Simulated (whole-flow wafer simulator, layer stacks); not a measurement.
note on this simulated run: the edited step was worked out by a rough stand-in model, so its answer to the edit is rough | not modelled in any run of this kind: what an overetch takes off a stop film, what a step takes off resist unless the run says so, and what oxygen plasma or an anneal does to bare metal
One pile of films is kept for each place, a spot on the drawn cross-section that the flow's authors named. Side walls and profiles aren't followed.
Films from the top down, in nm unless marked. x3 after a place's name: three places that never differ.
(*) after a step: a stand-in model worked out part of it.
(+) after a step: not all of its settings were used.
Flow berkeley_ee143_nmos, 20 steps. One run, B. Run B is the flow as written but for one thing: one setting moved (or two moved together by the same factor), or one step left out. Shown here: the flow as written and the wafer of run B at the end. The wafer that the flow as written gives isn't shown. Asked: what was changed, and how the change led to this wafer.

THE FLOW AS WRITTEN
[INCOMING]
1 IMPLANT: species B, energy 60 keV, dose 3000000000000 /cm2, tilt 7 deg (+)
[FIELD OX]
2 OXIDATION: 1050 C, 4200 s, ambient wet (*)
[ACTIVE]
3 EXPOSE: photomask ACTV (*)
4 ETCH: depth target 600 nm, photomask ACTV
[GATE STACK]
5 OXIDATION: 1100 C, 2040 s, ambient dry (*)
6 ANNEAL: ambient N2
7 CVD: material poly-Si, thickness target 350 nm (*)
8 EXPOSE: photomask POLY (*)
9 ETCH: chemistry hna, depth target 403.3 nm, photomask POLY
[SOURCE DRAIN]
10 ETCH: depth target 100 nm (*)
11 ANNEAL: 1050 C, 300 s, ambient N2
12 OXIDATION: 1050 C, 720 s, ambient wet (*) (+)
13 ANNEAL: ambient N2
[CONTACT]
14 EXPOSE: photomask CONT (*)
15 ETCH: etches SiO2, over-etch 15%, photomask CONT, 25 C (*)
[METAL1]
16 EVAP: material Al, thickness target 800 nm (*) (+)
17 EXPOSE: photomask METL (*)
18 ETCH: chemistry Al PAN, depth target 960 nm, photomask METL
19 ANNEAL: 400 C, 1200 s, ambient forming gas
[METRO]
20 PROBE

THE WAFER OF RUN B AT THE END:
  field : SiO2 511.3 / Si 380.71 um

The cause: step 10, ETCH: depth target 140 nm was run, where the flow has depth target 100 nm.

How the change led to this, step by step:
  10 ETCH: depth target 100 nm (*)
      field: SiO2 -140 (as written it would be: SiO2 -100)
  12 OXIDATION: 1050 C, 720 s, ambient wet (*) (+)
      field: SiO2 +73.3, Si -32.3 (as written it would be: SiO2 +69.1, Si -30.4)
